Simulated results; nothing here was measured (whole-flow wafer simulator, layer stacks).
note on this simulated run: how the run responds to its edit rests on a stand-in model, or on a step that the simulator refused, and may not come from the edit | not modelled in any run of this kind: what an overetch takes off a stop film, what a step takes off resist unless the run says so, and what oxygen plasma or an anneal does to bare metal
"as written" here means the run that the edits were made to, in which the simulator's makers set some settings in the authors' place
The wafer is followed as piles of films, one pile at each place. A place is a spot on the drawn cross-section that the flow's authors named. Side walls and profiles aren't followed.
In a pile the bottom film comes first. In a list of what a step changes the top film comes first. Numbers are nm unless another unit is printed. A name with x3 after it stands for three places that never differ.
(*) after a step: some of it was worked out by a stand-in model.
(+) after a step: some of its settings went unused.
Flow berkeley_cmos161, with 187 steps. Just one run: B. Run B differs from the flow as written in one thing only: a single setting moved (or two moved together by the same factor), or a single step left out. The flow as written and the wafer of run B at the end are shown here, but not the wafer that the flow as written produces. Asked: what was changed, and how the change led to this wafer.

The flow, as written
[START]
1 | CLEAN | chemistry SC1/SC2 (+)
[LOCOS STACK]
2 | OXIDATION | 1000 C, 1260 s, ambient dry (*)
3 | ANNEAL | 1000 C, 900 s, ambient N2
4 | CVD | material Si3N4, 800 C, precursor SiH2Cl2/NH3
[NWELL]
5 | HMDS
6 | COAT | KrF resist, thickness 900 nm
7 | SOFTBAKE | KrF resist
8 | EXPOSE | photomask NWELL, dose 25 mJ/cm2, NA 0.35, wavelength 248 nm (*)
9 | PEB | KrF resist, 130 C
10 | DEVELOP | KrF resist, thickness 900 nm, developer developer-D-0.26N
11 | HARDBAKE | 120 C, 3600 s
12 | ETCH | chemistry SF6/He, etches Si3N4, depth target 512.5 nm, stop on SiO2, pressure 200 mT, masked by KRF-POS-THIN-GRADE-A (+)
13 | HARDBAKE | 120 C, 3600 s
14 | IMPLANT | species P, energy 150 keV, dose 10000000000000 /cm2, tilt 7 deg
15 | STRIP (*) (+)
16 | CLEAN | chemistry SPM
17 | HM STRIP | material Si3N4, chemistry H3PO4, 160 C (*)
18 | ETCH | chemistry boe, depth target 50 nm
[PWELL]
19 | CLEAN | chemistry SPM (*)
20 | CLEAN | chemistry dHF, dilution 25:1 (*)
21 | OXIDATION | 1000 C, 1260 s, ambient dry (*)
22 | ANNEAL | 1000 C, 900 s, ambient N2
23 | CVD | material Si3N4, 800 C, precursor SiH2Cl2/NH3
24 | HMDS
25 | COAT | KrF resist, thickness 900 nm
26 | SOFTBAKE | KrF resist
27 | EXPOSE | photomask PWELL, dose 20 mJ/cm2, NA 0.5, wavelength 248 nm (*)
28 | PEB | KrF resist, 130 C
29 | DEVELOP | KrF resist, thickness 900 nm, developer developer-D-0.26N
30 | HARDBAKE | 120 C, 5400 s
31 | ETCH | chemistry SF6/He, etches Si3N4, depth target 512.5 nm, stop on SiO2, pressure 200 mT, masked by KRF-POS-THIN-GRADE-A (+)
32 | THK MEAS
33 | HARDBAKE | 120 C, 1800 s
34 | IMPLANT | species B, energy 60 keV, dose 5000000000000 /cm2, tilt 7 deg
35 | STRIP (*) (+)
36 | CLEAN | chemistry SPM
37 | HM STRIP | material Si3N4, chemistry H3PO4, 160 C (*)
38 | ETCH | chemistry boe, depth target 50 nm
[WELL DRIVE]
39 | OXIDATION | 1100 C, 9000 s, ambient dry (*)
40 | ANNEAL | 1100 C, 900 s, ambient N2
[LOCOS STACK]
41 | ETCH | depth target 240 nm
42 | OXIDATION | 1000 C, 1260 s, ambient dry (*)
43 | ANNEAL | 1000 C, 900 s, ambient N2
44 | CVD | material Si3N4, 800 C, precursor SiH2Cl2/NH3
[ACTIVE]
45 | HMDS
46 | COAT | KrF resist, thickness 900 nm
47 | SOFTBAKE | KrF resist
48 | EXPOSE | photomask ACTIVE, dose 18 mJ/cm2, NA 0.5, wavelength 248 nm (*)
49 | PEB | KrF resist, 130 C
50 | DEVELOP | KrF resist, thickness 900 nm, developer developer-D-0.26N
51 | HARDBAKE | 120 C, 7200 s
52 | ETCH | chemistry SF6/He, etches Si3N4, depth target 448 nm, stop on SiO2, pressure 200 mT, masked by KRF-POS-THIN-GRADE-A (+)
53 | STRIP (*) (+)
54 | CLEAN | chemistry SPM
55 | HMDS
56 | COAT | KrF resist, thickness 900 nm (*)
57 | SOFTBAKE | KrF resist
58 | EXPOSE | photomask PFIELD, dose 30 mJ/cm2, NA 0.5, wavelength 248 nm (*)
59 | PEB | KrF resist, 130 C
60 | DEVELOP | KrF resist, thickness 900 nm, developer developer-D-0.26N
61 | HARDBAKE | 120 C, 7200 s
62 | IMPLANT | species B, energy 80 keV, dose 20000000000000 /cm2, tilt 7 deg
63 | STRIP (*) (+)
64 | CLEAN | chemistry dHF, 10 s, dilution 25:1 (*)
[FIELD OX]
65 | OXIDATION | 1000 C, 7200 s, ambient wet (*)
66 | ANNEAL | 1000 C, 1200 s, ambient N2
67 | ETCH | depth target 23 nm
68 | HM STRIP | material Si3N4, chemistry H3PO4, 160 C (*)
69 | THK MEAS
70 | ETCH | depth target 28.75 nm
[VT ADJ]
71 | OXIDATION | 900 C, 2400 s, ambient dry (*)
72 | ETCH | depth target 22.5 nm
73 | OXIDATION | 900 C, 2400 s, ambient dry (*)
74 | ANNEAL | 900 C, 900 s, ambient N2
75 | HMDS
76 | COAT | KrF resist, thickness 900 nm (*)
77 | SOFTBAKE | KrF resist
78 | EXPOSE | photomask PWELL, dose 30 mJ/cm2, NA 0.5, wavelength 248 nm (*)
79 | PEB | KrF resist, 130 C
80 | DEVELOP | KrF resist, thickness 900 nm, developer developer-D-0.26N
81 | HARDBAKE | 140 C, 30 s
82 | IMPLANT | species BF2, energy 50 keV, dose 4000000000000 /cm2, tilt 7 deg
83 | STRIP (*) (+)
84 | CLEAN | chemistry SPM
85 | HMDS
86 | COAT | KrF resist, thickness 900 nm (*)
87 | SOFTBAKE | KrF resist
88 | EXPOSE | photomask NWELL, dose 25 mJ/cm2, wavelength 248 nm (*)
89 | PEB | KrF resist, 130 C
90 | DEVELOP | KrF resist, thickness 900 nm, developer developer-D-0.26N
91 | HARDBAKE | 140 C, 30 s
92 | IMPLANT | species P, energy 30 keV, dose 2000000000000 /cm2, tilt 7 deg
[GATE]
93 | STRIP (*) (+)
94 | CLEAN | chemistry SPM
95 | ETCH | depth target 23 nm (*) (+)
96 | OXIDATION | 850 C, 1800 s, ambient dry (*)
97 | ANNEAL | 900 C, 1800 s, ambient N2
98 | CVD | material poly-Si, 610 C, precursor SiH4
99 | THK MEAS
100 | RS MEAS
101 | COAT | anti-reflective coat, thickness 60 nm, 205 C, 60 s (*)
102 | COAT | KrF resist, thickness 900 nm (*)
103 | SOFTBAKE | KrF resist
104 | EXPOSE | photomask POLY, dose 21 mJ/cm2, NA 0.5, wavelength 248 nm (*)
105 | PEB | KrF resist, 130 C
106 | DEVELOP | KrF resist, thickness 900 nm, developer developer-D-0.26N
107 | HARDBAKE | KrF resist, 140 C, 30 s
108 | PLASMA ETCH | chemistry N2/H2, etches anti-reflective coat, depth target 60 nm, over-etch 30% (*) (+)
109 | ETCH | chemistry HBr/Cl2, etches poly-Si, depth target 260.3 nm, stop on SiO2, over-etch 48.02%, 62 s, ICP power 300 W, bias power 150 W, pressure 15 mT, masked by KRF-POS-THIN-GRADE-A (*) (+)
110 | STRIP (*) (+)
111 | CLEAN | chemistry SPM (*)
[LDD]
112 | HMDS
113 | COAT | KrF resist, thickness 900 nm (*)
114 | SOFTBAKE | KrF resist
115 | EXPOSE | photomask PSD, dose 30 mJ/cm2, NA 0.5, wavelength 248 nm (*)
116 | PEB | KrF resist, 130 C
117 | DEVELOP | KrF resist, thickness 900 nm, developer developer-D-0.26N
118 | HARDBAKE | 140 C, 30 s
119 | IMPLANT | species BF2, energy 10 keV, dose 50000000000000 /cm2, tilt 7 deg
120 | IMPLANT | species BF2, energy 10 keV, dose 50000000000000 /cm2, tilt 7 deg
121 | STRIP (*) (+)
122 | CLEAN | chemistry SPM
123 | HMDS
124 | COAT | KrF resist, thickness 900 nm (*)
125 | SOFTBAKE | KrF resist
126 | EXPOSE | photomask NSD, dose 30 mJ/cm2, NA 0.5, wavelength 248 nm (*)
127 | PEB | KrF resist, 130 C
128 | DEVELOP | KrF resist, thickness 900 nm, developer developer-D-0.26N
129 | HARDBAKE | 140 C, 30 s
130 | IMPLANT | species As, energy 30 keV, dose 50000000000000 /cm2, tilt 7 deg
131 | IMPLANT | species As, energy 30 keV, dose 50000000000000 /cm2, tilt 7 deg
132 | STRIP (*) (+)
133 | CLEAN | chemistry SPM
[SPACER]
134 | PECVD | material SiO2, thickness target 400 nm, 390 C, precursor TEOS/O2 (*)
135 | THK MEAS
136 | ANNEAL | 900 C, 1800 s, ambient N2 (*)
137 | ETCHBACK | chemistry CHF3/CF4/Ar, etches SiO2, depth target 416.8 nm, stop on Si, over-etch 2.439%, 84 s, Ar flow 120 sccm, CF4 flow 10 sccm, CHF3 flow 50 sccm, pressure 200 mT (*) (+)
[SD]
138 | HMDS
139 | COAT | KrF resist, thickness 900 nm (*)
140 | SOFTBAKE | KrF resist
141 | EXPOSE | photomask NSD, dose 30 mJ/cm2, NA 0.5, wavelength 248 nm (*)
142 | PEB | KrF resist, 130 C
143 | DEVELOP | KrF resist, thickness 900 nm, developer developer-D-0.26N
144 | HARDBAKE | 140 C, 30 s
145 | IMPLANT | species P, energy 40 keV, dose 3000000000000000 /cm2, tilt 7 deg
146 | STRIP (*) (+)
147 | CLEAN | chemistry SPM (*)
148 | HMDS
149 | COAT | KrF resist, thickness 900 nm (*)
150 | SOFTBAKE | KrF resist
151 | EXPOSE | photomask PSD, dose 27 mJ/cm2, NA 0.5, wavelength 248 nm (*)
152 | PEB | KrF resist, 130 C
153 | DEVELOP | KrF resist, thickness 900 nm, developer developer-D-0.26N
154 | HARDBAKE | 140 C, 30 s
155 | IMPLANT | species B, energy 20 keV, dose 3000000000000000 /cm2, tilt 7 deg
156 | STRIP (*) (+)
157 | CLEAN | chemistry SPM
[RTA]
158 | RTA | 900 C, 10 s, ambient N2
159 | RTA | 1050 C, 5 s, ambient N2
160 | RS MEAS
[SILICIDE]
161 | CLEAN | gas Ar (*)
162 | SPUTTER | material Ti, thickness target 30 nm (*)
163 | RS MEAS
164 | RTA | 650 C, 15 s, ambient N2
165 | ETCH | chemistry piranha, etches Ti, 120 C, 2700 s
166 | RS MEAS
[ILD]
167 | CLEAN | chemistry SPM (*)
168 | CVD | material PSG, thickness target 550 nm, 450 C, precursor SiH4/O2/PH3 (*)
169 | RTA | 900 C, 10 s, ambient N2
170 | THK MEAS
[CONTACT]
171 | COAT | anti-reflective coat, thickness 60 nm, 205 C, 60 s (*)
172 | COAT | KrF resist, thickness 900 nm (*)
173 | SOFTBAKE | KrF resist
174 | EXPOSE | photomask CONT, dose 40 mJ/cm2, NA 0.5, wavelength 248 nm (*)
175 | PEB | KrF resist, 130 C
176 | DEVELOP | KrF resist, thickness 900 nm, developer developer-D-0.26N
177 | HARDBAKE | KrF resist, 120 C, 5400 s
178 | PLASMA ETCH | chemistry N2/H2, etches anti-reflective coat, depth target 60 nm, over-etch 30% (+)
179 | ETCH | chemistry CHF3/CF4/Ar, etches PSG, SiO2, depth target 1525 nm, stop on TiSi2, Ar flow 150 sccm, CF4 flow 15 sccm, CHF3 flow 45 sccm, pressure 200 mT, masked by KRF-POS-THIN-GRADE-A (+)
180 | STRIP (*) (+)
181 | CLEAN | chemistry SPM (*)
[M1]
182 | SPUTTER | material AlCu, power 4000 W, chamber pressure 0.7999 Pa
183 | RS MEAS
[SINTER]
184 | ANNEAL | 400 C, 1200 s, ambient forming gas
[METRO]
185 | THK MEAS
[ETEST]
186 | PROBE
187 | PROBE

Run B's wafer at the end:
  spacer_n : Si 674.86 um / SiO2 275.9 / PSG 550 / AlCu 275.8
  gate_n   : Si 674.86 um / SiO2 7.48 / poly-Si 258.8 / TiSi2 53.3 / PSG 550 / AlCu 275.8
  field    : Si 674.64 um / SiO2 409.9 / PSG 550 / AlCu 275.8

What caused this: step 98, CVD: 623 C was run, whereas the flow has 610 C.

Step by step, how the change led to this:
  98 | CVD | material poly-Si, 610 C, precursor SiH4
      field, sd_n, spacer_n and 6 more: +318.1 poly-Si (new film) (as written it would have been: +249.5 poly-Si (new film))
  101 | COAT | anti-reflective coat, thickness 60 nm, 205 C, 60 s (*)
      field: +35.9 anti-reflective coat (new film) (as written it would have been: +35.1 anti-reflective coat (new film))
      sd_n: +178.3 anti-reflective coat (new film) (as written it would have been: +173.5 anti-reflective coat (new film))
      (also at 1 further place)
  108 | PLASMA ETCH | chemistry N2/H2, etches anti-reflective coat, depth target 60 nm, over-etch 30% (*) (+)
      field: -35.9 anti-reflective coat (all of it), -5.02 poly-Si (as written it would have been: -35.1 anti-reflective coat (all of it), -4.88 poly-Si)
      sd_n: -178.3 anti-reflective coat (all of it), -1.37 poly-Si (as written it would have been: -173.5 anti-reflective coat (all of it), -1.33 poly-Si)
      (also at 1 further place)
  109 | ETCH | chemistry HBr/Cl2, etches poly-Si, depth target 260.3 nm, stop on SiO2, over-etch 48.02%, 62 s, ICP power 300 W, bias power 150 W, pressure 15 mT, masked by KRF-POS-THIN-GRADE-A (*) (+)
      field: -313.1 poly-Si (all of it), -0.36 SiO2 (as written it would have been: -244.6 poly-Si (all of it), -1.83 SiO2)
      sd_n: -316.7 poly-Si (all of it), -0.34 SiO2 (as written it would have been: -248.1 poly-Si (all of it), -1.56 SiO2)
      (also at 5 further places)
  113 | COAT | KrF resist, thickness 900 nm (*)
      gate_n: +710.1 KrF resist (new film) (as written it would have been: +765.3 KrF resist (new film))
      gate_p: +705.8 KrF resist (new film) (as written it would have been: +760.9 KrF resist (new film))
  117 | DEVELOP | KrF resist, thickness 900 nm, developer developer-D-0.26N
      gate_p: -704.7 KrF resist (all of it) (as written it would have been: -759.7 KrF resist (all of it))
  118 | HARDBAKE | 140 C, 30 s
      gate_n: -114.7 KrF resist (as written it would have been: -123.8 KrF resist)
  121 | STRIP (*) (+)
      gate_n: -580 KrF resist (all of it), +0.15 chemical SiO2 (as written it would have been: -626.1 KrF resist (all of it), +0.15 chemical SiO2)
  124 | COAT | KrF resist, thickness 900 nm (*)
      gate_n: +710 KrF resist (new film) (as written it would have been: +765.2 KrF resist (new film))
      gate_p: +705.6 KrF resist (new film) (as written it would have been: +760.8 KrF resist (new film))
  128 | DEVELOP | KrF resist, thickness 900 nm, developer developer-D-0.26N
      gate_n: -708.9 KrF resist (all of it) (as written it would have been: -764.1 KrF resist (all of it))
  129 | HARDBAKE | 140 C, 30 s
      gate_p: -114 KrF resist (as written it would have been: -123 KrF resist)
  132 | STRIP (*) (+)
      gate_p: -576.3 KrF resist (all of it), +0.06 chemical SiO2 (as written it would have been: -622.4 KrF resist (all of it), +0.06 chemical SiO2)
  137 | ETCHBACK | chemistry CHF3/CF4/Ar, etches SiO2, depth target 416.8 nm, stop on Si, over-etch 2.439%, 84 s, Ar flow 120 sccm, CF4 flow 10 sccm, CHF3 flow 50 sccm, pressure 200 mT (*) (+)
      spacer_n, spacer_p: -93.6 SiO2 (as written it would have been: -160.7 SiO2)
  139 | COAT | KrF resist, thickness 900 nm (*)
      spacer_n: +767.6 KrF resist (new film) (as written it would have been: +816.8 KrF resist (new film))
      gate_n: +733.1 KrF resist (new film) (as written it would have been: +780.8 KrF resist (new film))
      (also at 2 further places)
  143 | DEVELOP | KrF resist, thickness 900 nm, developer developer-D-0.26N
      spacer_n: -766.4 KrF resist (all of it) (as written it would have been: -815.5 KrF resist (all of it))
      gate_n: -732 KrF resist (all of it) (as written it would have been: -779.6 KrF resist (all of it))
  144 | HARDBAKE | 140 C, 30 s
      spacer_p: -123 KrF resist (as written it would have been: -131 KrF resist)
      gate_p: -117.4 KrF resist (as written it would have been: -125.1 KrF resist)
  ... another 7 steps ...
  180 | STRIP (*) (+)
      spacer_n: -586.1 KrF resist (all of it), -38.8 anti-reflective coat (all of it) (as written it would have been: -635.2 KrF resist (all of it), -41.3 anti-reflective coat (all of it))
      gate_n: -546.5 KrF resist (all of it), -38.6 anti-reflective coat (all of it) (as written it would have been: -589.4 KrF resist (all of it), -46.1 anti-reflective coat (all of it))
      (also at 3 further places)
